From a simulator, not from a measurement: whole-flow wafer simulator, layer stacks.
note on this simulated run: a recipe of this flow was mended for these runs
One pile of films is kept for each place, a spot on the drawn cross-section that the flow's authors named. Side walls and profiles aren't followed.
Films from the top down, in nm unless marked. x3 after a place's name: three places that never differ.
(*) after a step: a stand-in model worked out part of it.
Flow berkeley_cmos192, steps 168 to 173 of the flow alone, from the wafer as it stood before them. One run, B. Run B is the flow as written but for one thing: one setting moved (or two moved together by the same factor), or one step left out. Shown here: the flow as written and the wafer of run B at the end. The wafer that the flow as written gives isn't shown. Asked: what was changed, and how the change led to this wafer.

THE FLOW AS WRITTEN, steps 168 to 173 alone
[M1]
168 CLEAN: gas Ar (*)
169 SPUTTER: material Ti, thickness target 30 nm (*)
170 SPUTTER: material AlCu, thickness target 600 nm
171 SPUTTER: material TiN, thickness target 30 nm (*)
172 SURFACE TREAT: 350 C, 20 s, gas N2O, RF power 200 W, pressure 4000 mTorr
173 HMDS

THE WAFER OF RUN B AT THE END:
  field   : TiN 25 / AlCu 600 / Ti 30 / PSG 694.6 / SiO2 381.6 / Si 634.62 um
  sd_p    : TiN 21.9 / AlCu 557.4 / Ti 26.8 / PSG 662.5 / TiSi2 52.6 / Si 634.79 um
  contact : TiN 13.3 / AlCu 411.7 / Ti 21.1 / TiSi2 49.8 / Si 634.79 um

The cause: step 171, SPUTTER: thickness target 25 nm was run, where the flow has thickness target 30 nm.
It can be read off the wafer: field has TiN 25, and step 171 as written asks for 30 nm.

How the change led to this, step by step:
  171 SPUTTER: material TiN, thickness target 30 nm (*)
      field, sd_n, spacer_n, gate, spacer_p, gate_p, m1: TiN +25 (new film) (as written it would be: TiN +30 (new film))
      sd_p: TiN +21.9 (new film) (as written it would be: TiN +26.2 (new film))
      (and at 1 more place)
